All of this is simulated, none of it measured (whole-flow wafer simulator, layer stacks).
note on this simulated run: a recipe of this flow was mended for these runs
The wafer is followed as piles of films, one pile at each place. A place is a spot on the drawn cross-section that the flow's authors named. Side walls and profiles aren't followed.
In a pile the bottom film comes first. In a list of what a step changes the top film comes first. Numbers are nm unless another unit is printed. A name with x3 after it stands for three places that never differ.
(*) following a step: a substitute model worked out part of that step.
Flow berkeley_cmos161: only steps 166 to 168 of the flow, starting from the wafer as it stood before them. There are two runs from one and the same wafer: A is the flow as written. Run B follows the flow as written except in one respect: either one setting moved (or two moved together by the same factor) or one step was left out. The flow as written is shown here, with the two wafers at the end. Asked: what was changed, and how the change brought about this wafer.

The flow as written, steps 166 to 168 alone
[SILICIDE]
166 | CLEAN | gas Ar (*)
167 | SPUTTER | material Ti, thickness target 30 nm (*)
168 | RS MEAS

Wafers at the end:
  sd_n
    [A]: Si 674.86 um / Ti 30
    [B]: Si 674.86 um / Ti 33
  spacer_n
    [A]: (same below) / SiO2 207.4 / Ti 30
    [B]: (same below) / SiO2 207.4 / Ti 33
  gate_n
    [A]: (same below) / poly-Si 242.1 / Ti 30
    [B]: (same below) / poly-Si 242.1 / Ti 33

Cause: step 167, SPUTTER: thickness target 33 nm was run, whereas the flow has thickness target 30 nm.
The wafer itself shows it: sd_n has Ti 33, and step 167 as written asks for 30 nm.

The path from the change to this, step by step:
  167 | SPUTTER | material Ti, thickness target 30 nm (*)
      field, sd_n, spacer_n, gate_n, sd_p, spacer_p, gate_p, contact x2: A +30 Ti (new film) | B +33 Ti (new film)
